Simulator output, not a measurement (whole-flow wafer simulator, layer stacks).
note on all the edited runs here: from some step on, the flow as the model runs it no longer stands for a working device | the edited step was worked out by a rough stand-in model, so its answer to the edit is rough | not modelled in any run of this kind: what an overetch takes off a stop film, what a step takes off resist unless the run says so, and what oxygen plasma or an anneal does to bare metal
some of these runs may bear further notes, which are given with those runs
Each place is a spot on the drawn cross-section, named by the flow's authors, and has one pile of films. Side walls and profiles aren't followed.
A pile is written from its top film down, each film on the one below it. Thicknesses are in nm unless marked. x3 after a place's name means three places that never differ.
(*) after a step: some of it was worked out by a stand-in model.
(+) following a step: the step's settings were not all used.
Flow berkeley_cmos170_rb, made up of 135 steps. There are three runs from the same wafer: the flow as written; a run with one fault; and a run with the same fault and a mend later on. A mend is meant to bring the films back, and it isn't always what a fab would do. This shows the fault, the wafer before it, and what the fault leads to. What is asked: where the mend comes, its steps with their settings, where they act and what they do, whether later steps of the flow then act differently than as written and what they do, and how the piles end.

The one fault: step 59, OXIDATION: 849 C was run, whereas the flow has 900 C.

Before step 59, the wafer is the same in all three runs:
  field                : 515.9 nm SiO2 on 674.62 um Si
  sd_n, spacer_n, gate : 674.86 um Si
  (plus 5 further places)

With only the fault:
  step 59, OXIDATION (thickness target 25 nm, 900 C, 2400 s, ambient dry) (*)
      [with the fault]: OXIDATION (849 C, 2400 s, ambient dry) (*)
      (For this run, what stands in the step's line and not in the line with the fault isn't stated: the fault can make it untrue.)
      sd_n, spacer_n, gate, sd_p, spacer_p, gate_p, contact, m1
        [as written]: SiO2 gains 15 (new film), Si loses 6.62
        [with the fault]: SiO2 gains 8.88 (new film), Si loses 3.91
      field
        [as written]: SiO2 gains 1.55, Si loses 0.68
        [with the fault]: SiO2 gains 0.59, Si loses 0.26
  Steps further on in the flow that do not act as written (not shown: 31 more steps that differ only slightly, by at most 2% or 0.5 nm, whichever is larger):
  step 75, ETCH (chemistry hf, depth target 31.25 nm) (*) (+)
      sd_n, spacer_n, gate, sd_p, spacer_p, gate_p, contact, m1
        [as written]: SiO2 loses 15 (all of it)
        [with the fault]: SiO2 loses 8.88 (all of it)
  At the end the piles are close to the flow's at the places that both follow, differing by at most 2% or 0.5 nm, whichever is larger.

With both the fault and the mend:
  After step 59 comes the mend.
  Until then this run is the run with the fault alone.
  step 59a, OXIDATION (900 C, 1410 s, ambient dry) (*) (a further turn of the flow's step 59, with different settings)
      sd_n, spacer_n, gate, sd_p, spacer_p, gate_p, contact, m1
        SiO2 gains 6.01, Si loses 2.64
      field
        SiO2 gains 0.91, Si loses 0.4
  None of the later steps of the flow differs from how it acts as written, at any place that is followed, by more than 2% or 0.5 nm, whichever is larger.
  At the end the piles are close to the flow's at the places that both follow, differing by at most 2% or 0.5 nm, whichever is larger.
